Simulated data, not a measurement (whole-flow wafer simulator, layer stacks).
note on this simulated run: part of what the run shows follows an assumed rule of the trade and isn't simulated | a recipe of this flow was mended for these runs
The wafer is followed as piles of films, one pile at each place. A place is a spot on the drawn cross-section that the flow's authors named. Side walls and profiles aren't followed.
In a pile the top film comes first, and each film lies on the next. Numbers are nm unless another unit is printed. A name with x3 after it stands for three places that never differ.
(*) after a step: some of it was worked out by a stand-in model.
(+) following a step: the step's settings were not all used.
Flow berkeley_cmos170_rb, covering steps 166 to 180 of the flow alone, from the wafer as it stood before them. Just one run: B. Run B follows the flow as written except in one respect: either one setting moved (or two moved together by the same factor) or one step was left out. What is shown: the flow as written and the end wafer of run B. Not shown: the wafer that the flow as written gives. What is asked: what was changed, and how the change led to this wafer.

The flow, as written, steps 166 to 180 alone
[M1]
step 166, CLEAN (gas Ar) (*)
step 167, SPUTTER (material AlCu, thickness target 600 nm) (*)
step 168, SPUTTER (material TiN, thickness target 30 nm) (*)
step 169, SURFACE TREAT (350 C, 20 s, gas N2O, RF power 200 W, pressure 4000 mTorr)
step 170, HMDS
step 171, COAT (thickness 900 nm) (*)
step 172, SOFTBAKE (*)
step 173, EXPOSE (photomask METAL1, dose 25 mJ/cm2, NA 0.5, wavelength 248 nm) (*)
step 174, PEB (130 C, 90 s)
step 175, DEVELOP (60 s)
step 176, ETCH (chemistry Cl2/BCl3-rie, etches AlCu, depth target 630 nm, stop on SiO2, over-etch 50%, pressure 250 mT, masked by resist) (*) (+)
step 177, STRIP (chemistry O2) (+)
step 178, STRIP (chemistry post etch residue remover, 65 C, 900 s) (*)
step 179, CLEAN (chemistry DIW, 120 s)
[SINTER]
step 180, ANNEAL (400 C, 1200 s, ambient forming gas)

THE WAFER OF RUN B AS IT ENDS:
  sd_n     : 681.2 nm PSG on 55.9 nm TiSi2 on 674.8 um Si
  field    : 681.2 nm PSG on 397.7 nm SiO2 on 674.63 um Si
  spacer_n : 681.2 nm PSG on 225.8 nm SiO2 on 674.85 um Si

Cause: step 176, ETCH: depth target 491 nm was run, whereas the flow has depth target 630 nm.

How this came from the change, step by step:
  step 176, ETCH (chemistry Cl2/BCl3-rie, etches AlCu, depth target 630 nm, stop on SiO2, over-etch 50%, pressure 250 mT, masked by resist) (*) (+)
      field, sd_n, spacer_n, gate, spacer_p, gate_p: -30 TiN (all of it), -600 AlCu (all of it), -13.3 PSG (in the flow as written it would be: -30 TiN (all of it), -600 AlCu (all of it), -39.4 PSG)
      contact, m1: -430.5 KrF-resist (in the flow as written it would be: -472.5 KrF-resist)
      (also at 1 further place)
  step 177, STRIP (chemistry O2) (+)
      contact: -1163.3 KrF-resist (all of it) (in the flow as written it would be: -1121.3 KrF-resist (all of it))
      m1: -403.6 KrF-resist (all of it) (in the flow as written it would be: -361.6 KrF-resist (all of it))
